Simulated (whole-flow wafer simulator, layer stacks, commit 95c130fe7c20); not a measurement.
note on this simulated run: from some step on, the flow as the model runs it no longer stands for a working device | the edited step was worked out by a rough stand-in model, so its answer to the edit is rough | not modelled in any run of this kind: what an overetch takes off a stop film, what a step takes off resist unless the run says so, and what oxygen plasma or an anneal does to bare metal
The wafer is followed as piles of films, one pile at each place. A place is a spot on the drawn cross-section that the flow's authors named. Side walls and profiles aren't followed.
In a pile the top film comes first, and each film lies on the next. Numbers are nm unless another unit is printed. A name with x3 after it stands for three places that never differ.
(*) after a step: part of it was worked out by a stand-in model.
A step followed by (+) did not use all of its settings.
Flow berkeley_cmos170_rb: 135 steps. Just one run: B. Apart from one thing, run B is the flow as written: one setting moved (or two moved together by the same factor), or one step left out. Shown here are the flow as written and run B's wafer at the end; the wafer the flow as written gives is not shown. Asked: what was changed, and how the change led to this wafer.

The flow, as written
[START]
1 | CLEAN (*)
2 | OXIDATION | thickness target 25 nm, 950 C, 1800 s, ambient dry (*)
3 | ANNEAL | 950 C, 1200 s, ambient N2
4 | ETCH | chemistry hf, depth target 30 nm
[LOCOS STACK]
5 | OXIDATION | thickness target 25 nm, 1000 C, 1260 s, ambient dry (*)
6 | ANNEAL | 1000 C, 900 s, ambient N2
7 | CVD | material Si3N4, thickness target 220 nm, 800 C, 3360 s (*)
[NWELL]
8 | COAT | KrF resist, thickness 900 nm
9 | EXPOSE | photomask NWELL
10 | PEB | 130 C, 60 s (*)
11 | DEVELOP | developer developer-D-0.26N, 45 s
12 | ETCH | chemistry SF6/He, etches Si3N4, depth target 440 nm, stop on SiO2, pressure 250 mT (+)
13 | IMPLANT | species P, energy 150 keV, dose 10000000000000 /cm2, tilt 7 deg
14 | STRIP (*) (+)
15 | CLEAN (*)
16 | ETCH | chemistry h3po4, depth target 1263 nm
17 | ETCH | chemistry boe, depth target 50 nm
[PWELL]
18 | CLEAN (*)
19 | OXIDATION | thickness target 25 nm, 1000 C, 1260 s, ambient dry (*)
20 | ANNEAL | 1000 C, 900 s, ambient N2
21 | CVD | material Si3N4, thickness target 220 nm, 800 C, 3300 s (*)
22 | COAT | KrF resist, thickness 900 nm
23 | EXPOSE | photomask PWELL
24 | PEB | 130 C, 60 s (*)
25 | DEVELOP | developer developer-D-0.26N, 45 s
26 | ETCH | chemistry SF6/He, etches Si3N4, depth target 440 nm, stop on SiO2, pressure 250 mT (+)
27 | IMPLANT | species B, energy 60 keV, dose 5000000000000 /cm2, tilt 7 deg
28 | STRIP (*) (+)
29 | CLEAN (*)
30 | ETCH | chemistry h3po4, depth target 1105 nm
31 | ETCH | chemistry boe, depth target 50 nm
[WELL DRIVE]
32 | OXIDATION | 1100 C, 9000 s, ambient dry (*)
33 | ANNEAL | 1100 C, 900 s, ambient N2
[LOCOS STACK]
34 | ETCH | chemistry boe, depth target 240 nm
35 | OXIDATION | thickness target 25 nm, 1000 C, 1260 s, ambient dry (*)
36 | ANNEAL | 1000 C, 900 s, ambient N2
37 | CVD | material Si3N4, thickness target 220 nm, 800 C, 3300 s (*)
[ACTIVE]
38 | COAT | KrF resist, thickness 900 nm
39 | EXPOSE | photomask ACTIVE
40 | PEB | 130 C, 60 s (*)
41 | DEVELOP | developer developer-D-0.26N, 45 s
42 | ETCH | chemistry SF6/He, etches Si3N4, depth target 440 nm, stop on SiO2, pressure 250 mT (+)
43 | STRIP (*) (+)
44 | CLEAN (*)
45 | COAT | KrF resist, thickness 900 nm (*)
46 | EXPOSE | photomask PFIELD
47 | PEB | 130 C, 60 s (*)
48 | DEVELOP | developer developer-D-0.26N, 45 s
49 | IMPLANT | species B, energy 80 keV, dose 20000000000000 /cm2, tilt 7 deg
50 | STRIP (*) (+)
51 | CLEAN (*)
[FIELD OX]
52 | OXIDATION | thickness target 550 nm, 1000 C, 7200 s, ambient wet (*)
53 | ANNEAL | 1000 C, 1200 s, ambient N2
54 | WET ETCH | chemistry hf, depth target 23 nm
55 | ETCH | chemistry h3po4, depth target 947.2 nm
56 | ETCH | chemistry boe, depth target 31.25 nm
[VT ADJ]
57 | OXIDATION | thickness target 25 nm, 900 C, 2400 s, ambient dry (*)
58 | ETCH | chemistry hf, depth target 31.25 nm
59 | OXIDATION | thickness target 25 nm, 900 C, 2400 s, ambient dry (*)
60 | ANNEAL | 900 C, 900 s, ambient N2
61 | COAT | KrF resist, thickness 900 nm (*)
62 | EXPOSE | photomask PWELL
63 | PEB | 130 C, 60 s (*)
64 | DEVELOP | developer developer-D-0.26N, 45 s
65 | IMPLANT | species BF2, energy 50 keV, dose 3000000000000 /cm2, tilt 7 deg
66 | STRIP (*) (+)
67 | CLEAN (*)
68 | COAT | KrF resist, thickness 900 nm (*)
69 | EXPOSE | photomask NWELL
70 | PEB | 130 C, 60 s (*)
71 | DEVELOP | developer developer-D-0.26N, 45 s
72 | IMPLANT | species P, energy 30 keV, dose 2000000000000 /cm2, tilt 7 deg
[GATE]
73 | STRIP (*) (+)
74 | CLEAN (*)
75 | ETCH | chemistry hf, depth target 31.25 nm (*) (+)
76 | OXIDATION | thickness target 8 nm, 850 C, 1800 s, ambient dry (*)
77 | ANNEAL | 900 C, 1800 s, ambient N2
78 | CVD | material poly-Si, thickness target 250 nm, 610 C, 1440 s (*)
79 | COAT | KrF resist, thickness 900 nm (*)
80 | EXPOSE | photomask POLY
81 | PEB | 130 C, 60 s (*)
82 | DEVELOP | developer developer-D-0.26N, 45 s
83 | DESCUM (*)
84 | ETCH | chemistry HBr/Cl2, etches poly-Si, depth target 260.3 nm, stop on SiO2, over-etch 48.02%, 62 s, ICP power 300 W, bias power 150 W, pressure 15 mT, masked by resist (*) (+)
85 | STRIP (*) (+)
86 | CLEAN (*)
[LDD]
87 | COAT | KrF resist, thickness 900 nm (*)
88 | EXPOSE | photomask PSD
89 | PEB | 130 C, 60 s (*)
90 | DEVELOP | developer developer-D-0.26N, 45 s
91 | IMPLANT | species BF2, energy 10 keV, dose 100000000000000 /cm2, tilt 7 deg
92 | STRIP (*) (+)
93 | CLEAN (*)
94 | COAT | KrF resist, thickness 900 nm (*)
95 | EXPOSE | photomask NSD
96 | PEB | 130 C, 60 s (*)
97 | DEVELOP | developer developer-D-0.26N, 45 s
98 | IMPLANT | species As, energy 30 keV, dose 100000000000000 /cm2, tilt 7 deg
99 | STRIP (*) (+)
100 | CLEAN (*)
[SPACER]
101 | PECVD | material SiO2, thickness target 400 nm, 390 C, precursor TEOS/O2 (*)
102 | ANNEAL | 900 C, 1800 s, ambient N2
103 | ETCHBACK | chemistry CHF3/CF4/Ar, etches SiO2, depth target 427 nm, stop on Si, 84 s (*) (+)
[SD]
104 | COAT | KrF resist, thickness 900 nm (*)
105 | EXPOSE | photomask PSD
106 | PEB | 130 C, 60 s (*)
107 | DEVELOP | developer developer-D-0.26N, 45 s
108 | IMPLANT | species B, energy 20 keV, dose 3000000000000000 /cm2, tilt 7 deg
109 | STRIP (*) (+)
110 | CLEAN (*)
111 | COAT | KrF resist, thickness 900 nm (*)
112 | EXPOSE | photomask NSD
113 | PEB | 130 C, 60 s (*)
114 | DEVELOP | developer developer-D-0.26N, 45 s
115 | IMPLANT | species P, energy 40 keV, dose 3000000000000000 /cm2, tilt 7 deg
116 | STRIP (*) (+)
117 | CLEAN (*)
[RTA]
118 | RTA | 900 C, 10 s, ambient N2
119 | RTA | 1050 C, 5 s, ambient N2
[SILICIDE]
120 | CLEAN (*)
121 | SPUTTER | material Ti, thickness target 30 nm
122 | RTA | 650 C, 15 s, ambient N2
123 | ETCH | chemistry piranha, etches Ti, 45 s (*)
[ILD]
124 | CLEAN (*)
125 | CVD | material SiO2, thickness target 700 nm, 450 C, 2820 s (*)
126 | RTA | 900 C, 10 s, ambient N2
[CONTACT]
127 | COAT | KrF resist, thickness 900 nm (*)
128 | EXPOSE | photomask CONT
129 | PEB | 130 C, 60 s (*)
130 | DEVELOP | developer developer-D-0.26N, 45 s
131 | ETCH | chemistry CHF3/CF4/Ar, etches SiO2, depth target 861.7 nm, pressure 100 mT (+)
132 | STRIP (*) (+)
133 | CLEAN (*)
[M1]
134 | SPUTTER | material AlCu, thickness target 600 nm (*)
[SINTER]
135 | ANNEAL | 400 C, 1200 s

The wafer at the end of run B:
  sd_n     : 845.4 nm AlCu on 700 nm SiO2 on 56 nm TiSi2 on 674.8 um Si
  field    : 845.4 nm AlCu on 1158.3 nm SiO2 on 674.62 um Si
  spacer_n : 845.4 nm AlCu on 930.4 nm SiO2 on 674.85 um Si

What caused this: step 134, SPUTTER: thickness target 845.4 nm was run, though the flow has thickness target 600 nm.
One can read it off the wafer: sd_n has AlCu 845.4, and step 134 as written asks for 600 nm.

Step by step, how the change led to this:
  134 | SPUTTER | material AlCu, thickness target 600 nm (*)
      field, sd_n, spacer_n, gate, spacer_p, gate_p, m1: +845.4 AlCu (new film) (it would be, as written: +600 AlCu (new film))
      sd_p: +782 AlCu (new film) (it would be, as written: +545.9 AlCu (new film))
      (and at 1 other place as well)
